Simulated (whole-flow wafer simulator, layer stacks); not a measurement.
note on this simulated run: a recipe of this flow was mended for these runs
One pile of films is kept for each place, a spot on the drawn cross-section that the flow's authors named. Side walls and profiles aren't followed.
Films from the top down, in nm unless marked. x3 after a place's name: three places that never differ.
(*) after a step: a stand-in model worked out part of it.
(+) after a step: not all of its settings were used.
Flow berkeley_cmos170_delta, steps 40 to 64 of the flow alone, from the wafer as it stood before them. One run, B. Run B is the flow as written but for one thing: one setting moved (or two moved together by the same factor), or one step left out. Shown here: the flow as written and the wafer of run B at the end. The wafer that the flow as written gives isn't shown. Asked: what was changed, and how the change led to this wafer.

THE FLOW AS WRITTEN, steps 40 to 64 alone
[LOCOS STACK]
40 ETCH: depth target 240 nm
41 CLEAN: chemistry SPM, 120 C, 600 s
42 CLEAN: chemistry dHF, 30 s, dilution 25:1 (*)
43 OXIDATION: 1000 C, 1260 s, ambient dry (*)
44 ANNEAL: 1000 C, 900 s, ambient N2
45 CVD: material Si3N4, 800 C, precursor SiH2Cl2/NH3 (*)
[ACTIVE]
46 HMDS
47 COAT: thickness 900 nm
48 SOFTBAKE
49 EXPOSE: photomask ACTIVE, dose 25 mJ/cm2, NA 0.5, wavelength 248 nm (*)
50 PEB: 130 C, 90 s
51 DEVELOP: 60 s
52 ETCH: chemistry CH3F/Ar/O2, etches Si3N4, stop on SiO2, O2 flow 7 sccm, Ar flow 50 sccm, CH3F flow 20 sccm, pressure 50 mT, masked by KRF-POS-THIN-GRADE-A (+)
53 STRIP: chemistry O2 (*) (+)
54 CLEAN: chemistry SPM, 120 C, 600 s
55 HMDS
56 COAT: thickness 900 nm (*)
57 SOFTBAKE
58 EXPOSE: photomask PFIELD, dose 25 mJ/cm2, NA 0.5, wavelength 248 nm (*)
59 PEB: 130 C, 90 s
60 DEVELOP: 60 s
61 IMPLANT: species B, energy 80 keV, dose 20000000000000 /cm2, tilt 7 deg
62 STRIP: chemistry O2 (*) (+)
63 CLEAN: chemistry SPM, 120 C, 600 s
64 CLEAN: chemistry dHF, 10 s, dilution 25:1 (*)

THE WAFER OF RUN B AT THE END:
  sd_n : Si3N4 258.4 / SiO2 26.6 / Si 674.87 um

The cause: step 45, CVD: 820 C was run, where the flow has 800 C.

How the change led to this, step by step:
  45 CVD: material Si3N4, 800 C, precursor SiH2Cl2/NH3 (*)
      field, sd_n, spacer_n and 6 more: Si3N4 +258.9 (new film) (as written it would be: Si3N4 +202.5 (new film))
  52 ETCH: chemistry CH3F/Ar/O2, etches Si3N4, stop on SiO2, O2 flow 7 sccm, Ar flow 50 sccm, CH3F flow 20 sccm, pressure 50 mT, masked by KRF-POS-THIN-GRADE-A (+)
      sd_n, spacer_n, gate, sd_p, spacer_p, gate_p, contact, m1: KrF-resist -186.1 (as written it would be: KrF-resist -148.5)
      field: Si3N4 -258.9 (all of it), SiO2 -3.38 (as written it would be: Si3N4 -202.5 (all of it), SiO2 -3.38)
  53 STRIP: chemistry O2 (*) (+)
      sd_n, spacer_n, gate, sd_p, spacer_p, gate_p, contact, m1: KrF-resist -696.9 (all of it) (as written it would be: KrF-resist -734.6 (all of it))
  56 COAT: thickness 900 nm (*)
      sd_n: KrF-resist +765.7 (new film) (as written it would be: KrF-resist +794.3 (new film))
      spacer_n: KrF-resist +805 (new film) (as written it would be: KrF-resist +824.6 (new film))
      (and at 6 more places)
  62 STRIP: chemistry O2 (*) (+)
      sd_n: KrF-resist -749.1 (all of it) (as written it would be: KrF-resist -777.7 (all of it))
      spacer_n: KrF-resist -788.3 (all of it) (as written it would be: KrF-resist -807.8 (all of it))
      (and at 6 more places)
